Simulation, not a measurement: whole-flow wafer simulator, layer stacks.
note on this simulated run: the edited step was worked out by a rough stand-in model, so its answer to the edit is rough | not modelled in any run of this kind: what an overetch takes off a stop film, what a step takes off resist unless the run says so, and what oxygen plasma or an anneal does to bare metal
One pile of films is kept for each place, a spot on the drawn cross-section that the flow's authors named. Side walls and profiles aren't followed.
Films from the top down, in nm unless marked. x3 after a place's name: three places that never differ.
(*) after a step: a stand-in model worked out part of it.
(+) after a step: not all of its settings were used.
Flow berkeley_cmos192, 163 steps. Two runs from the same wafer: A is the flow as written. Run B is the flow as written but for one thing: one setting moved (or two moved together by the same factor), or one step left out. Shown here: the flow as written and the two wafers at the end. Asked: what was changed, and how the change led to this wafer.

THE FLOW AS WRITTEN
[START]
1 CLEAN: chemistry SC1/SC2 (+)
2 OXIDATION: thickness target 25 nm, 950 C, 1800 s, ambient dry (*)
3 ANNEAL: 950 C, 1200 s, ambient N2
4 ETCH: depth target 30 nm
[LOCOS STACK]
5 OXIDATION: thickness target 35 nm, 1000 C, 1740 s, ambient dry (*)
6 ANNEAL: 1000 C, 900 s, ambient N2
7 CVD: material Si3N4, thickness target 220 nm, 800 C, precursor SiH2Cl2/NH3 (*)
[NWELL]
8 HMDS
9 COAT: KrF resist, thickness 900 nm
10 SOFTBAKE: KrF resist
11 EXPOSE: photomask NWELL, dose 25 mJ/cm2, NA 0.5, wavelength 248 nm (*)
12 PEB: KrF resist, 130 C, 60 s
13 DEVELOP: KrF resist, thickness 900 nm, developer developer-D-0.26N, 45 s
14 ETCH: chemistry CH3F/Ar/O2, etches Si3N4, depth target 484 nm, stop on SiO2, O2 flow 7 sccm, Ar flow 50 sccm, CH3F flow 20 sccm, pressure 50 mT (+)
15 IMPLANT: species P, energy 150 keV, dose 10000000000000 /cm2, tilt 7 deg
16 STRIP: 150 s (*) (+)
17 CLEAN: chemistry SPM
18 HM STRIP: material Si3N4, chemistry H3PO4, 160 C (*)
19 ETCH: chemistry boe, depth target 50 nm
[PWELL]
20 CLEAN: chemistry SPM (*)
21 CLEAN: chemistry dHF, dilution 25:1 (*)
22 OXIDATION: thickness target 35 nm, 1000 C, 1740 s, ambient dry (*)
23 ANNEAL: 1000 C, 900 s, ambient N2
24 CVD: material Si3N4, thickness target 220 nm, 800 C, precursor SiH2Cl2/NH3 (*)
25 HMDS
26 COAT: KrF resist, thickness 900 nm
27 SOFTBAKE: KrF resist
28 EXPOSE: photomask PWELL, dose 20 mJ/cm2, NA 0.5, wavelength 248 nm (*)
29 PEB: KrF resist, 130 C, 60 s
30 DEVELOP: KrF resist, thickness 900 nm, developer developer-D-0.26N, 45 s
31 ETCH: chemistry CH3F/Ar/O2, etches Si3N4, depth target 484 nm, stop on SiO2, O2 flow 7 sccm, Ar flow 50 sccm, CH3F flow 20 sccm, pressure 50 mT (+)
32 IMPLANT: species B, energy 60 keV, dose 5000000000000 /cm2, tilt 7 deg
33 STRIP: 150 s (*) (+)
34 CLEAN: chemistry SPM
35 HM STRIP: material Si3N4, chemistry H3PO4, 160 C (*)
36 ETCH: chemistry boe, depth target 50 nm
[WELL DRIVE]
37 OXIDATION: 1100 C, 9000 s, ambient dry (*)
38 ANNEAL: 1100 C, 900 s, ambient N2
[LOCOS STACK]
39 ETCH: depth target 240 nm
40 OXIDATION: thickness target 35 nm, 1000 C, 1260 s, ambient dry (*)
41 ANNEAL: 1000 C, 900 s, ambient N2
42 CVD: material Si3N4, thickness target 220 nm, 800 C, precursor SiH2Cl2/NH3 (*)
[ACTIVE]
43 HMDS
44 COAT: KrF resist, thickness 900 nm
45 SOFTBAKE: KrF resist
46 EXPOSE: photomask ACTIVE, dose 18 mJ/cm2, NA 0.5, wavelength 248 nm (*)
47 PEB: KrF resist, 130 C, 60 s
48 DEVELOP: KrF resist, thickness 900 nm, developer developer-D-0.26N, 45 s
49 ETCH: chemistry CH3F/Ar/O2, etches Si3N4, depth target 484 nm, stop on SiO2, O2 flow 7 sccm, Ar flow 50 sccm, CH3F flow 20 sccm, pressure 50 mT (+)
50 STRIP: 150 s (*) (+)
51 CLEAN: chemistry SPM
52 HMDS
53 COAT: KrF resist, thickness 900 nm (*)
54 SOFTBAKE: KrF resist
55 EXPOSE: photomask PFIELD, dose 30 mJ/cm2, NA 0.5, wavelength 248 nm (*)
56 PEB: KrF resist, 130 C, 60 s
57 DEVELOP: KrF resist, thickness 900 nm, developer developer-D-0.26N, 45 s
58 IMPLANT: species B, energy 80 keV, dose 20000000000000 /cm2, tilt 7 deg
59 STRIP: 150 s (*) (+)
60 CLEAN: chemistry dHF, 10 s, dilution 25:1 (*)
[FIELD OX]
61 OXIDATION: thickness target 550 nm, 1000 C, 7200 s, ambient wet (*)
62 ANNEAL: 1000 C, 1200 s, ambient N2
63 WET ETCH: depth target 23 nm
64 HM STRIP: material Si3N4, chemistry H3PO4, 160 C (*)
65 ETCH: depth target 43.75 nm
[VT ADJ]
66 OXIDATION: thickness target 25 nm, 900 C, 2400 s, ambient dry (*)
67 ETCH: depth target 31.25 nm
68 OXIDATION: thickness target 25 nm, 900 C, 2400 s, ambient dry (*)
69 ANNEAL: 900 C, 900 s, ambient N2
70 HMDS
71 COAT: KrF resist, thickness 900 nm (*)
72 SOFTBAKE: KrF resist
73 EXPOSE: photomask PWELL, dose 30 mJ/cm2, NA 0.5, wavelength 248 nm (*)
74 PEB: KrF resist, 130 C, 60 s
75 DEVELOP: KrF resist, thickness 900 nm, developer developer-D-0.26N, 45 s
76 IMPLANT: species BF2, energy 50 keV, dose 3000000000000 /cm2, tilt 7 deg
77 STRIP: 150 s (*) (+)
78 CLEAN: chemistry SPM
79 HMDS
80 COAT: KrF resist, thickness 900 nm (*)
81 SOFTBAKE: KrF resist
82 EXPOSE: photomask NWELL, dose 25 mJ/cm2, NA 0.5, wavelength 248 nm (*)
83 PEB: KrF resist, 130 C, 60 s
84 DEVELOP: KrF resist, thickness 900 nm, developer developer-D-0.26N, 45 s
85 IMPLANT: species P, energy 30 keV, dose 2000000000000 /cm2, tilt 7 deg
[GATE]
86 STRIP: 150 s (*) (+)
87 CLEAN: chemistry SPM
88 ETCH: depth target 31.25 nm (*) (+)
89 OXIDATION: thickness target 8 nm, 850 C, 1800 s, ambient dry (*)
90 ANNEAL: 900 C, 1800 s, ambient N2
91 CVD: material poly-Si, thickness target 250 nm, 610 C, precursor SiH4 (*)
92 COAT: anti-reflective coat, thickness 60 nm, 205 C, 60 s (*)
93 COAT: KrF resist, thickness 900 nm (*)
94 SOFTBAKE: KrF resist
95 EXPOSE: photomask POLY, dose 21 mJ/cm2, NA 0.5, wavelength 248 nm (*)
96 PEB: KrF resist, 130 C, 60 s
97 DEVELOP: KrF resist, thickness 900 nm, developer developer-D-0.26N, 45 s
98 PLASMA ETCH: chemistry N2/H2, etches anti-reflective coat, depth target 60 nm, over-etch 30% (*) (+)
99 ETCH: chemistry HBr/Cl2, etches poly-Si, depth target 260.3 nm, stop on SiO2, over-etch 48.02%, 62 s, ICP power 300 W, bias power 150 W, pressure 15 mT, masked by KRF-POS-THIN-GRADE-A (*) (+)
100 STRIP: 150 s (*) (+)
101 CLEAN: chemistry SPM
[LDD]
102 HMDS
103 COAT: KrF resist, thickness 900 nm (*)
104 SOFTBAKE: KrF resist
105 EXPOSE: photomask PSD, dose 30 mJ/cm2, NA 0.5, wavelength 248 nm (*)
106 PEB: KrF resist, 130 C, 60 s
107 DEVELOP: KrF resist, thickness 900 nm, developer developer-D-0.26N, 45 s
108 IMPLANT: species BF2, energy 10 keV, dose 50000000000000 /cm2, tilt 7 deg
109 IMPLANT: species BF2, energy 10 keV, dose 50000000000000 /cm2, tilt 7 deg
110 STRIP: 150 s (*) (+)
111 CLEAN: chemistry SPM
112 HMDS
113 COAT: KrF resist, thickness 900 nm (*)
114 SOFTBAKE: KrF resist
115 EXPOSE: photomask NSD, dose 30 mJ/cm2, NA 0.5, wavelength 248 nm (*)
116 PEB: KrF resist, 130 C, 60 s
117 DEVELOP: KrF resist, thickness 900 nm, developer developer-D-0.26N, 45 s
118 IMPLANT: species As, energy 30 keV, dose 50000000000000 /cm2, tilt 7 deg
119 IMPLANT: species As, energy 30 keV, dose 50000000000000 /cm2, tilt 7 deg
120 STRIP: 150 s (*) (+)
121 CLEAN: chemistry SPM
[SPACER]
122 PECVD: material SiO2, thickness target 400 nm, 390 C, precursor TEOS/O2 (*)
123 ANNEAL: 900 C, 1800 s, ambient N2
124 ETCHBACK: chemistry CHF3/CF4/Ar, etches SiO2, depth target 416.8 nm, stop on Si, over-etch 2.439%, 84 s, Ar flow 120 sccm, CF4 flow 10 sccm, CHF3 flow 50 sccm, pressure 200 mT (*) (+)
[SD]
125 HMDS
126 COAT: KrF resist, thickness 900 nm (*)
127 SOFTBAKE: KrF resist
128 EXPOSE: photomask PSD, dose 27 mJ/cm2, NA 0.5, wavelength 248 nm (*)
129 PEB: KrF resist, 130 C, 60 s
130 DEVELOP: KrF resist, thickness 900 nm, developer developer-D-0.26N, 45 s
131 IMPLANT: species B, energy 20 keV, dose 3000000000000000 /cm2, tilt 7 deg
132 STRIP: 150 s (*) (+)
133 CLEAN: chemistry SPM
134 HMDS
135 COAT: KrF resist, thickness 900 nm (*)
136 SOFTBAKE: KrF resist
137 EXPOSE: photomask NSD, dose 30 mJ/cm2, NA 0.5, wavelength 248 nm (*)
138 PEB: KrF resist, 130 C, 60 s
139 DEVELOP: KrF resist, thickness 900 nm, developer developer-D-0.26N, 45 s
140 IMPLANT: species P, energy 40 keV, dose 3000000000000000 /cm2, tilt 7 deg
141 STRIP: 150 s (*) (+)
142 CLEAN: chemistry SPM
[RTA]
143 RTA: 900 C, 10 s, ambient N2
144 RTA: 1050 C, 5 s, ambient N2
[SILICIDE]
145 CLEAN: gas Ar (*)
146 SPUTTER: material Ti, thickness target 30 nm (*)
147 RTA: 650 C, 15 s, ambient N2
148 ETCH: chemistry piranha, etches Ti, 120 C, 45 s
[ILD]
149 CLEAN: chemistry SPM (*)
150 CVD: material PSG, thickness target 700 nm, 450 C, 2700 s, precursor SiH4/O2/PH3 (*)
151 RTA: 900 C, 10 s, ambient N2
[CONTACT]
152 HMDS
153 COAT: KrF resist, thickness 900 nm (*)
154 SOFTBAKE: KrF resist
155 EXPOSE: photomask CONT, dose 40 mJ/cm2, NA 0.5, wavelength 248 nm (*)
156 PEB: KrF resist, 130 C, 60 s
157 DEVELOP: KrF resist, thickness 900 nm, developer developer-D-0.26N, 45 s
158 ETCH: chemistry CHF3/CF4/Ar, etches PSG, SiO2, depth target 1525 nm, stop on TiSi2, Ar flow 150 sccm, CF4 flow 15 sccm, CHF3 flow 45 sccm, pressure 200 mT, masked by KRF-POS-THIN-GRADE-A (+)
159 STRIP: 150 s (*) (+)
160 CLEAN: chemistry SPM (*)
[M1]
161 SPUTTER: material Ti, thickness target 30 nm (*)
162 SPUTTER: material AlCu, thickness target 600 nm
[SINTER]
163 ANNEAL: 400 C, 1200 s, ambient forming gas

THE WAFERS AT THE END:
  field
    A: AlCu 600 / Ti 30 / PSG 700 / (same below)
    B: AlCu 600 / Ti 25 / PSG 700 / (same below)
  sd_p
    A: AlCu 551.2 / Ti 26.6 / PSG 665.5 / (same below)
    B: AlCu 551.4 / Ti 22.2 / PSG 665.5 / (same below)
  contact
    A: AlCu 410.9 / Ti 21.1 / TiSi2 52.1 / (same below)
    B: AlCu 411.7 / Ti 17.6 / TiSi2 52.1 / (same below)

The cause: step 161, SPUTTER: thickness target 25 nm was run, where the flow has thickness target 30 nm.
It can be read off the wafer: field has Ti 25, and step 161 as written asks for 30 nm.

How the change led to this, step by step:
  161 SPUTTER: material Ti, thickness target 30 nm (*)
      field, sd_n, spacer_n, gate, spacer_p, gate_p, m1: A Ti +30 (new film) | B Ti +25 (new film)
      sd_p: A Ti +26.6 (new film) | B Ti +22.2 (new film)
      (and at 1 more place)
